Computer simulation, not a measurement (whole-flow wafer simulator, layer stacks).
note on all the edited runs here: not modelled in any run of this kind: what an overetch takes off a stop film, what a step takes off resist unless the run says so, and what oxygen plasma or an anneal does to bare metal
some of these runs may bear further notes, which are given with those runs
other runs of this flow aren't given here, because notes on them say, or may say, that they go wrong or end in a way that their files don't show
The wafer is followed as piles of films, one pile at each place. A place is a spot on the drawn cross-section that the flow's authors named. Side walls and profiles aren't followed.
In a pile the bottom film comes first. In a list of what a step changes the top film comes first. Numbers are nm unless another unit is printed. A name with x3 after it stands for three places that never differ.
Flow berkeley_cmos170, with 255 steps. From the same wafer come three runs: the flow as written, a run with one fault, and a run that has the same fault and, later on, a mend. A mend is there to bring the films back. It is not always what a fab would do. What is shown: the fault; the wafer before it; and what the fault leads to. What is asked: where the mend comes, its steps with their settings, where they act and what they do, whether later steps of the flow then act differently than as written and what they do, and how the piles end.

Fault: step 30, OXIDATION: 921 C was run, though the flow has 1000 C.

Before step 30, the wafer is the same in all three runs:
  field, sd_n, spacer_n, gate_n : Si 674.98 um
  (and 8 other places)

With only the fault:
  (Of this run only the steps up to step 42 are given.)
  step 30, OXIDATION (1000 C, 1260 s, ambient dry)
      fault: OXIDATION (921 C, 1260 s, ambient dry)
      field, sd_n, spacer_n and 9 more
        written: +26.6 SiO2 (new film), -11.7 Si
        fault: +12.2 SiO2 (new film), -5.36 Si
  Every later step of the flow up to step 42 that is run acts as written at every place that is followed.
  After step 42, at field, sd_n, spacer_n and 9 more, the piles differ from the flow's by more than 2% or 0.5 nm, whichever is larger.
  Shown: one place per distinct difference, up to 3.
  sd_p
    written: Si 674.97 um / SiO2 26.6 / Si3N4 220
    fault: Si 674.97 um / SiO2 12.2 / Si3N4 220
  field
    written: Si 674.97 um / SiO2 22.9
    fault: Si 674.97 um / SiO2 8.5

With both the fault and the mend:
  The mend follows step 31.
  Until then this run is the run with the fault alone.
  step 31a, OXIDATION (1000 C, 852 s, ambient dry) (the flow's step 30 again, with other settings)
      field, sd_n, spacer_n and 9 more
        +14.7 SiO2, -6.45 Si
  Every later step of the flow that is run acts as written, at every place that is followed, to within 2% or 0.5 nm, whichever is larger.
  When the end is reached, the piles differ only a little from the flow's at the places that both follow, at most by 2% or 0.5 nm, whichever is larger.
